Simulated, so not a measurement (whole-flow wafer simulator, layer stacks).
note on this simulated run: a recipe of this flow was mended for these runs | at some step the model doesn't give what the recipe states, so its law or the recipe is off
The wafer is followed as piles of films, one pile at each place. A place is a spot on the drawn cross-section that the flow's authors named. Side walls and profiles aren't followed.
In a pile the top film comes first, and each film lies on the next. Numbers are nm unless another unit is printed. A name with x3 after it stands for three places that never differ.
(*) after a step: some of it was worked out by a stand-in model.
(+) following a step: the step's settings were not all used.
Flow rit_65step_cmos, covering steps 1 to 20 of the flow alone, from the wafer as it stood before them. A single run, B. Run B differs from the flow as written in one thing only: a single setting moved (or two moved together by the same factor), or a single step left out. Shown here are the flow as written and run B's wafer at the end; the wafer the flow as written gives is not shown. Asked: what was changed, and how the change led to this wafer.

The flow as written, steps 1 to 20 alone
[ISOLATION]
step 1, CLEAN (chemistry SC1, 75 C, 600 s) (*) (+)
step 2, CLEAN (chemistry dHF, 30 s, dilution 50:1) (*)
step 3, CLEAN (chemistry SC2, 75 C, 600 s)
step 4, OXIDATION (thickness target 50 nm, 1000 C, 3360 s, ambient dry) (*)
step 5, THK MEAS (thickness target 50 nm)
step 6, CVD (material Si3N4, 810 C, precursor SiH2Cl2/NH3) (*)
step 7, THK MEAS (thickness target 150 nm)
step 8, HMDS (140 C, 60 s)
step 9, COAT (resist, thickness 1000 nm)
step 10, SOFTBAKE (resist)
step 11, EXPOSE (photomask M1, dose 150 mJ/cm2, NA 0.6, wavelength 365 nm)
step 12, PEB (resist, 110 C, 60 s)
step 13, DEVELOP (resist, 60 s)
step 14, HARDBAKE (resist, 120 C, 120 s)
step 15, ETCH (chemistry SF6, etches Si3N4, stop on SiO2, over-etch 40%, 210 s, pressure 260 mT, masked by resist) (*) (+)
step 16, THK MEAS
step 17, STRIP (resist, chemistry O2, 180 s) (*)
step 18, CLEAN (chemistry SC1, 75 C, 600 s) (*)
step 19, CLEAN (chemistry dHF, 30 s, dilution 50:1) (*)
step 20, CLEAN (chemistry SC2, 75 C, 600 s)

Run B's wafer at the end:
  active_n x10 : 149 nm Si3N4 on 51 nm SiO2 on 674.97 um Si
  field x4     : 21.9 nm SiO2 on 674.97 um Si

Cause: step 18, CLEAN: 960 s was run, whereas the flow has 600 s.

Step by step, how the change led to this:
  step 18, CLEAN (chemistry SC1, 75 C, 600 s) (*)
      field x4: -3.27 SiO2 (in the flow as written it would be: -2.05 SiO2)
